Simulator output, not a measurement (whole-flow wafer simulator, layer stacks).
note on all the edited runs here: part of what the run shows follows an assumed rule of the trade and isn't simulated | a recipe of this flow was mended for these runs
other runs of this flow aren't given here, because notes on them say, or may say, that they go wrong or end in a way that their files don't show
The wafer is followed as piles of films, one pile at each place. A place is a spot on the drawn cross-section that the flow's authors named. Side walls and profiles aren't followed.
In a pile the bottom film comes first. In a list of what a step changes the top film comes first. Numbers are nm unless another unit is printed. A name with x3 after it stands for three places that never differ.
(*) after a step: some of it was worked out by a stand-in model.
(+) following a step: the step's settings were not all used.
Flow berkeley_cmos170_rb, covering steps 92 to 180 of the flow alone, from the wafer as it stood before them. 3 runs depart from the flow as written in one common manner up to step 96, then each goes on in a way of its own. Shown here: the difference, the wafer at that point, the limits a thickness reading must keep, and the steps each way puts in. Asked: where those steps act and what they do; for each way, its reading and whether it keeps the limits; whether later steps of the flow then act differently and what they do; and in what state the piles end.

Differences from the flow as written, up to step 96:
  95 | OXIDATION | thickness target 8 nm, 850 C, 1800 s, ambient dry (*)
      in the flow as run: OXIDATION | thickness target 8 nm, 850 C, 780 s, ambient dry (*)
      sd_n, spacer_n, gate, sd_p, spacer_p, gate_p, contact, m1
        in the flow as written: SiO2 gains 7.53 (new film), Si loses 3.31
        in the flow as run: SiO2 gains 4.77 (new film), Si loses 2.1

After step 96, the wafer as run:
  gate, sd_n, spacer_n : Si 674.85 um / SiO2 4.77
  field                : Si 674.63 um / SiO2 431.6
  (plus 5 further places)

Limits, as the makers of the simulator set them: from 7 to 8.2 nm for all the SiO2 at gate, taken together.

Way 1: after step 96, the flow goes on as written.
  After step 96, the reading is 4.77 nm, outside the limits.
  Later steps of the flow that are run all act as written at every place that is followed, up to a difference of at most 2% or 0.5 nm, whichever is larger.
  The piles end different from the flow's at gate, gate_p by more than 2% or 0.5 nm, whichever is larger.
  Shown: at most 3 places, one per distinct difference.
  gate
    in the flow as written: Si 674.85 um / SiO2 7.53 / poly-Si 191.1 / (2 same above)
    going this way: Si 674.85 um / SiO2 4.77 / poly-Si 191.1 / (2 same above)

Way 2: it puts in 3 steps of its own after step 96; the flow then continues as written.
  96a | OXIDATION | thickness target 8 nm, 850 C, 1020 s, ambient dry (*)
      sd_n, spacer_n, gate, sd_p, spacer_p, gate_p, contact, m1
        SiO2 gains 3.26, Si loses 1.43
      field
        SiO2 gains 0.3, Si loses 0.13
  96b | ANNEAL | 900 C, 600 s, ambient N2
      leaves every film unchanged at each place that is followed
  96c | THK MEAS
      leaves every film unchanged at each place that is followed
  After step 96c, the reading is 8.02 nm, within the limits.
  Later steps of the flow that are run all act as written at every place that is followed, up to a difference of at most 2% or 0.5 nm, whichever is larger.
  When the end is reached, the piles differ only a little from the flow's at the places that both follow, at most by 2% or 0.5 nm, whichever is larger.

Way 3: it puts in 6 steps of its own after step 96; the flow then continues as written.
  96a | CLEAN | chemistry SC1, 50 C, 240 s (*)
      field, sd_n, spacer_n and 6 more
        SiO2 loses 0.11
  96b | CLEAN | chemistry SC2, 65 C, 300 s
      leaves every film unchanged at each place that is followed
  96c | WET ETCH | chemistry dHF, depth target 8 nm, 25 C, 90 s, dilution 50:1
      sd_n, spacer_n, gate, sd_p, spacer_p, gate_p, contact, m1
        SiO2 loses 4.65 (all of it)
      field
        SiO2 loses 8
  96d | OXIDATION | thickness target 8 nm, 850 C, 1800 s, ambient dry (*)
      sd_n, spacer_n, gate, sd_p, spacer_p, gate_p, contact, m1
        SiO2 gains 7.53 (new film), Si loses 3.31
      field
        SiO2 gains 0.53, Si loses 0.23
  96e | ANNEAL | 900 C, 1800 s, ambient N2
      leaves every film unchanged at each place that is followed
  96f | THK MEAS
      leaves every film unchanged at each place that is followed
  After step 96f, the reading is 7.53 nm, within the limits.
  Later steps of the flow acting differently than as written (39 other steps are not shown; they differ only slightly, by no more than 2% or 0.5 nm, whichever is larger):
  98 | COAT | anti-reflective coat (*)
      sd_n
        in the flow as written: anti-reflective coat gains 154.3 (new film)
        going this way: anti-reflective coat gains 150.8 (new film)
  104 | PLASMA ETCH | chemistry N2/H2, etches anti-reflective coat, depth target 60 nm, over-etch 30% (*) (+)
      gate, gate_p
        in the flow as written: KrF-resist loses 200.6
        going this way: KrF-resist loses 196
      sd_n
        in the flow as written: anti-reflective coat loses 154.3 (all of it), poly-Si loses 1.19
        going this way: anti-reflective coat loses 150.8 (all of it), poly-Si loses 1.16
  When the end is reached, the piles differ only a little from the flow's at the places that both follow, at most by 2% or 0.5 nm, whichever is larger.

The limits are kept by: way 2, way 3. They are not kept by: way 1.
